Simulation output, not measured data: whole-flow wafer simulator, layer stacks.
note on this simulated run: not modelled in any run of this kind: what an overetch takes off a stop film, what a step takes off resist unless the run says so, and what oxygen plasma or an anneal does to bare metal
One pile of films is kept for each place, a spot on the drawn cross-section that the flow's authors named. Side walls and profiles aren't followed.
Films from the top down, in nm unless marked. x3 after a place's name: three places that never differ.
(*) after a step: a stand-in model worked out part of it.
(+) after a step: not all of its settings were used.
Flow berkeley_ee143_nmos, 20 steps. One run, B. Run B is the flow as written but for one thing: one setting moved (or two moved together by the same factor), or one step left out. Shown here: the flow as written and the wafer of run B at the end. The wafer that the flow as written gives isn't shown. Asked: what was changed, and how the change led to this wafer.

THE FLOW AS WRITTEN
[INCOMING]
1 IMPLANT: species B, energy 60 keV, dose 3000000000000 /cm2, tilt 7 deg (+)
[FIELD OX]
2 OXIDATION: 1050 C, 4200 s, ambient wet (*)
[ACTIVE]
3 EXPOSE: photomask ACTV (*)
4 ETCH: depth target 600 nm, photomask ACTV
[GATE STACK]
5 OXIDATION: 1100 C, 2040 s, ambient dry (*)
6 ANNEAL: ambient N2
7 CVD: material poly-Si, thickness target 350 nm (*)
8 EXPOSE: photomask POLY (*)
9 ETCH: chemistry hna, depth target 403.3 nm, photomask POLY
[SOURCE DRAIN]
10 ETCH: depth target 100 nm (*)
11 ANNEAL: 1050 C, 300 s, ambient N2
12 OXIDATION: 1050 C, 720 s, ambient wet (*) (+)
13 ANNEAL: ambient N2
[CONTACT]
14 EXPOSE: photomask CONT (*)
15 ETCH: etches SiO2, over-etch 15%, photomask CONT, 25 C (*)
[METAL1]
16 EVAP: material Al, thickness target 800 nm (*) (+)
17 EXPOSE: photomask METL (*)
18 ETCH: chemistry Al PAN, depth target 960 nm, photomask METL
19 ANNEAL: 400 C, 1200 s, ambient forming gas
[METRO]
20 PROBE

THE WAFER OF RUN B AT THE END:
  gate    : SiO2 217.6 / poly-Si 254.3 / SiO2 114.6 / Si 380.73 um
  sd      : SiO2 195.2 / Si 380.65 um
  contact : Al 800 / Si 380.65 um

The cause: step 4, ETCH: depth target 496 nm was run, where the flow has depth target 600 nm.

How the change led to this, step by step:
  4 ETCH: depth target 600 nm, photomask ACTV
      gate, sd, contact: SiO2 -496 (as written it would be: SiO2 -566.4 (all of it))
  5 OXIDATION: 1100 C, 2040 s, ambient dry (*)
      gate, sd, contact: SiO2 +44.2, Si -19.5 (as written it would be: SiO2 +79.7 (new film), Si -35.1)
  10 ETCH: depth target 100 nm (*)
      sd, contact: SiO2 -100 (as written it would be: SiO2 -79.7 (all of it))
  12 OXIDATION: 1050 C, 720 s, ambient wet (*) (+)
      sd, contact: SiO2 +180.6, Si -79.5 (as written it would be: SiO2 +189.4 (new film), Si -83.4)
  15 ETCH: etches SiO2, over-etch 15%, photomask CONT, 25 C (*)
      contact: SiO2 -195.2 (all of it) (as written it would be: SiO2 -189.4 (all of it))
